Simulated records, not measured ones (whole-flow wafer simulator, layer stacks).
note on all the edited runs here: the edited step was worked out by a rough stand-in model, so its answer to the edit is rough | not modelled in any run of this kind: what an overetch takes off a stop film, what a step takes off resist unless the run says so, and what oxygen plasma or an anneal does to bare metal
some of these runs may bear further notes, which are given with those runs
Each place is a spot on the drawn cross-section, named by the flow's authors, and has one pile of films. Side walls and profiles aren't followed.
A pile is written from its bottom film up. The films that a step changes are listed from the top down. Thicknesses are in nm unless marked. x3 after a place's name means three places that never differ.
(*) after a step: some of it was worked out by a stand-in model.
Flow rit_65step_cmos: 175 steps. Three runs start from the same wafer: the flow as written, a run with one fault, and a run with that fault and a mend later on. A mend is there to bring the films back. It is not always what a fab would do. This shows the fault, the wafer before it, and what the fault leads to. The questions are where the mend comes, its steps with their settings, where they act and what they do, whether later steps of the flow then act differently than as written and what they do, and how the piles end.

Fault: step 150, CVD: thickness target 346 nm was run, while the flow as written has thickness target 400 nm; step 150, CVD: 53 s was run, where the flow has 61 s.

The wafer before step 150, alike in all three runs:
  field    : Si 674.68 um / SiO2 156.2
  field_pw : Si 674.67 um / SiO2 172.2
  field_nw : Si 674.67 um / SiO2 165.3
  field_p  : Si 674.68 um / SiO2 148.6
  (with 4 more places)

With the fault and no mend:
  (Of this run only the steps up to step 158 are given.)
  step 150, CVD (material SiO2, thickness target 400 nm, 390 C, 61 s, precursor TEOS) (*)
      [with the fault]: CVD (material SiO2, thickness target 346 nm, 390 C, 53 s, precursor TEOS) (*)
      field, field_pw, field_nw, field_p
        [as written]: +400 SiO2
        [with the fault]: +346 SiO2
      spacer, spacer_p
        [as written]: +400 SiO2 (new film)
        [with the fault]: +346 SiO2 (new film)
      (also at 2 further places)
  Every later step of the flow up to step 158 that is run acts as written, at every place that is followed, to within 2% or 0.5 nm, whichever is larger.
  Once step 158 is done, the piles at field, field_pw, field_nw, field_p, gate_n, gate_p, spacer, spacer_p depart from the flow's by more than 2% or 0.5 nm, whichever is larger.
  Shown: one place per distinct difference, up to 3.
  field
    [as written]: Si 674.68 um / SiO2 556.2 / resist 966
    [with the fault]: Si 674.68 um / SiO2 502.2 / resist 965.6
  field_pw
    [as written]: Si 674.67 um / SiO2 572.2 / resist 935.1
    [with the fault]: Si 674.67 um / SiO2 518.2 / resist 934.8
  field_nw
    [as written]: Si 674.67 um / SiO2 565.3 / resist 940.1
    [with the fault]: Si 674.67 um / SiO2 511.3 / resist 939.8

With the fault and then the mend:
  After step 158 comes the mend.
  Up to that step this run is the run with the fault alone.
  step 158a, STRIP (resist, chemistry O2, 180 s)
      field
        -965.6 resist (all of it)
      field_pw
        -934.8 resist (all of it)
      field_nw
        -939.8 resist (all of it)
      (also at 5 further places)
  step 158b, CVD (material SiO2, thickness target 54 nm, 390 C, 8.296 s, precursor TEOS) (*) (the flow's step 150, run once more with other settings)
      field, field_pw, field_nw, field_p, spacer, spacer_p
        +54 SiO2
      gate_n, gate_p
        +53.1 SiO2
  step 158c, HMDS (140 C, 60 s) (the flow's step 152, run once more)
      alters no film at any place that is followed
  step 158d, COAT (resist, thickness 1000 nm) (the flow's step 153, run once more)
      field
        +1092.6 resist (new film)
      field_pw
        +1057.4 resist (new film)
      field_nw
        +1063.2 resist (new film)
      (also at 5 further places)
  step 158e, SOFTBAKE (resist, 90 C, 60 s) (the flow's step 154, run once more)
      alters no film at any place that is followed
  step 158f, EXPOSE (photomask M11, dose 250 mJ/cm2, NA 0.6, wavelength 365 nm) (the flow's step 155, run once more)
      alters no film at any place that is followed
  step 158g, PEB (resist, 110 C, 60 s) (the flow's step 156, run once more)
      gate_n, gate_p
        -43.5 resist
      spacer, spacer_p
        -42.8 resist
      field
        -57 resist
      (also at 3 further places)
  step 158h, DEVELOP (resist, thickness 1000 nm, 120 s) (the flow's step 157, run once more)
      field_pw
        -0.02 resist
  step 158i, HARDBAKE (resist, 140 C, 60 s) (the flow's step 158, run once more)
      spacer, spacer_p
        -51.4 resist
      field
        -70.1 resist
      field_pw
        -67.6 resist
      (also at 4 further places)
  Every later step of the flow that is run acts as written, at every place that is followed, to within 2% or 0.5 nm, whichever is larger.
  When the end is reached, the piles differ only a little from the flow's at the places that both follow, at most by 2% or 0.5 nm, whichever is larger.
